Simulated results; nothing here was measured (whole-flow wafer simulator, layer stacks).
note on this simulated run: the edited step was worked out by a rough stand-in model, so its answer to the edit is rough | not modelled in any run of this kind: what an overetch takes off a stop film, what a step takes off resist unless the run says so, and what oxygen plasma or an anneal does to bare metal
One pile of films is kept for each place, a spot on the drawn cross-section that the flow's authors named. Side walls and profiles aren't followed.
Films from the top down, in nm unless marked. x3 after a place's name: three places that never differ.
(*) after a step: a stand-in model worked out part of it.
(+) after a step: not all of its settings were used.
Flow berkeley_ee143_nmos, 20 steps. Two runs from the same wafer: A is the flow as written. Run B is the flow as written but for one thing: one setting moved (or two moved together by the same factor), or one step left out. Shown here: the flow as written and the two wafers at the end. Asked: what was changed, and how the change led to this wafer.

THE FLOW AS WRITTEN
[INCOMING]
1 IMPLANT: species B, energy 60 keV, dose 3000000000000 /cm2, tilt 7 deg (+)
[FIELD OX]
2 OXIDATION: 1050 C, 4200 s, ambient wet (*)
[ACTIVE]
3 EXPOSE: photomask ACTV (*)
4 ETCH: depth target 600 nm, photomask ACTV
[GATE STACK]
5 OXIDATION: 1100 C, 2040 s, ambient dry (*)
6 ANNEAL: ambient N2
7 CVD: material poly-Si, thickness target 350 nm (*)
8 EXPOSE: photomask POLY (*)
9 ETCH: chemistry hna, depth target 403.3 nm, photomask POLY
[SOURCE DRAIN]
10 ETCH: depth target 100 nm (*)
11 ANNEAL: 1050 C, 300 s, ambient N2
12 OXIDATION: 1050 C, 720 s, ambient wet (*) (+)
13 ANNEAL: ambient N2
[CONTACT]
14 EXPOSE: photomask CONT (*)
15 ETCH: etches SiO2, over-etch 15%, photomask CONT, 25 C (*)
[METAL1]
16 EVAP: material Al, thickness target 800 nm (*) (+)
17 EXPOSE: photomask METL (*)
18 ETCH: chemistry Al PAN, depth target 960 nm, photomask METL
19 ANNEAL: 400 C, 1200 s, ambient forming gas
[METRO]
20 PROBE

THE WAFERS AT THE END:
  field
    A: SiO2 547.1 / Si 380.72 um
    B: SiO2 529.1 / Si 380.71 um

The cause: step 10, ETCH: depth target 120 nm was run, where the flow has depth target 100 nm.

How the change led to this, step by step:
  10 ETCH: depth target 100 nm (*)
      field: A SiO2 -100 | B SiO2 -120
  12 OXIDATION: 1050 C, 720 s, ambient wet (*) (+)
      field: A SiO2 +69.1, Si -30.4 | B SiO2 +71.2, Si -31.3
